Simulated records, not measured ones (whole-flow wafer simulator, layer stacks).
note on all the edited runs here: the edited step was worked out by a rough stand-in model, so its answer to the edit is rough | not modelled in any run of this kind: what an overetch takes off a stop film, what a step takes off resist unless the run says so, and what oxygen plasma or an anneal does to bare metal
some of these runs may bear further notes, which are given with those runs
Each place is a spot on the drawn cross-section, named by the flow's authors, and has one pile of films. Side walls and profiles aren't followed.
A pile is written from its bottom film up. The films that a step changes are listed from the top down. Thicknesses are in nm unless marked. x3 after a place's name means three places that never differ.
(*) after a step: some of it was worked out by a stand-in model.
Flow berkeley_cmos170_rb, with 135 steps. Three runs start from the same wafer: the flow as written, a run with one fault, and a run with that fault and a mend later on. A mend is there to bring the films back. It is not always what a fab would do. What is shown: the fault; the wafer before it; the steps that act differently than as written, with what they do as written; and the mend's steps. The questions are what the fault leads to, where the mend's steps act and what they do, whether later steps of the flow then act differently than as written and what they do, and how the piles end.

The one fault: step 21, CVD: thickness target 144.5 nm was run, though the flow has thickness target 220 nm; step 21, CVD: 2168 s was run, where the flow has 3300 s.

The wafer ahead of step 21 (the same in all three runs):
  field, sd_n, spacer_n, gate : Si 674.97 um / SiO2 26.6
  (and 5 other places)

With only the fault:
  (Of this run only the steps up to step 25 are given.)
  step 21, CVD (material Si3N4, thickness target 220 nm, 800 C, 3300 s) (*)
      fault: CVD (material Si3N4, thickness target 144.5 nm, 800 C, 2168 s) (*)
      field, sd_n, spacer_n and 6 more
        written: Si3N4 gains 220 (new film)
        fault: Si3N4 gains 144.5 (new film)
  None of the later steps of the flow up to step 25 acts differently than as written at any place that is followed.
  The piles after step 25 differ from the flow's at field, sd_n, spacer_n and 6 more by more than 2% or 0.5 nm, whichever is larger.
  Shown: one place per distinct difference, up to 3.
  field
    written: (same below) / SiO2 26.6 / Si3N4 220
    fault: (same below) / SiO2 26.6 / Si3N4 144.5
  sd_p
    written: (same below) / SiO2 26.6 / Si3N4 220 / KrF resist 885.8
    fault: (same below) / SiO2 26.6 / Si3N4 144.5 / KrF resist 885.8

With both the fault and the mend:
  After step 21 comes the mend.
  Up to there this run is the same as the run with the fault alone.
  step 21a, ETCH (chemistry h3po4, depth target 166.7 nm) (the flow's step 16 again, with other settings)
      field, sd_n, spacer_n and 6 more
        Si3N4 loses 144.5 (all of it)
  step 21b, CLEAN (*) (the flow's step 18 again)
      leaves every film unchanged at each place that is followed
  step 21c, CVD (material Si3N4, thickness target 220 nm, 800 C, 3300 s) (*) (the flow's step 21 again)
      field, sd_n, spacer_n and 6 more
        Si3N4 gains 220 (new film)
  None of the later steps of the flow acts differently than as written at any place that is followed.
  At every place that both follow, the piles at the end match the flow's.
